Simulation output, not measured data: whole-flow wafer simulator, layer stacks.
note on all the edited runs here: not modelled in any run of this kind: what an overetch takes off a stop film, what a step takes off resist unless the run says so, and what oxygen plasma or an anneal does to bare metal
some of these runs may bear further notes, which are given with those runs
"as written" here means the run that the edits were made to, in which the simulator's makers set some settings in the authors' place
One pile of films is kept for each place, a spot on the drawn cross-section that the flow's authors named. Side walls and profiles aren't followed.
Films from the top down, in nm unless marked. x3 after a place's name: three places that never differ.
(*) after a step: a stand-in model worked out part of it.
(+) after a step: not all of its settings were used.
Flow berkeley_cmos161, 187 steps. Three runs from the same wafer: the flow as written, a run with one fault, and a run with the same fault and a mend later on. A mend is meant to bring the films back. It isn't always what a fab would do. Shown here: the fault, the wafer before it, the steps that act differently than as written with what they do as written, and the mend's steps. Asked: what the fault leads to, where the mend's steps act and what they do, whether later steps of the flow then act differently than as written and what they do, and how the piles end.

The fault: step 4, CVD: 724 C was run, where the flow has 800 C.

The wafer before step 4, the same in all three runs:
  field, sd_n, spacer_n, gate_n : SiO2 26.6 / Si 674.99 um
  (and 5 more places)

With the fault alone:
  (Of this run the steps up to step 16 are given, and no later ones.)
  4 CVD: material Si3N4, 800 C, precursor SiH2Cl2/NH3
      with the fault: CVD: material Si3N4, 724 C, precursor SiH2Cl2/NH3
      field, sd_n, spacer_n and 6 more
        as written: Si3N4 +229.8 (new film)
        with the fault: Si3N4 +74.6 (new film)
  Later steps of the flow that act differently than as written (1 more step differs only slightly, by at most 2% or 0.5 nm, whichever is larger, and isn't shown):
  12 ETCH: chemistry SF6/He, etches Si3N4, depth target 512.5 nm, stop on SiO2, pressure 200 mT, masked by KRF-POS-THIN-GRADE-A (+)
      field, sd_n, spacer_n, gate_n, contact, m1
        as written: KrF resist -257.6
        with the fault: KrF resist -88.9
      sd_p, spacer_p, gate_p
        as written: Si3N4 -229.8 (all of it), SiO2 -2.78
        with the fault: Si3N4 -74.6 (all of it), SiO2 -2.78
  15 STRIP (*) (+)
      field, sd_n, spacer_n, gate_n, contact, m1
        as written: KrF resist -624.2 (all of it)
        with the fault: KrF resist -792.7 (all of it)
  After step 16 the piles differ from the flow's by more than 2% or 0.5 nm, whichever is larger, at field, sd_n, spacer_n, gate_n, contact, m1.
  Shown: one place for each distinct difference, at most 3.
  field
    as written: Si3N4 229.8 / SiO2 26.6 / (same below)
    with the fault: Si3N4 74.6 / SiO2 26.6 / (same below)

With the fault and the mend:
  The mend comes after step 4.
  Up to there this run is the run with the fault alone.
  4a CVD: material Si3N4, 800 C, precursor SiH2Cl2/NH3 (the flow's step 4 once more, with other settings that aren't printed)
      field, sd_n, spacer_n and 6 more
        Si3N4 +155.2
  No later step of the flow acts differently than as written at any place that is followed.
  At the end the piles are the same as the flow's at every place that both follow.
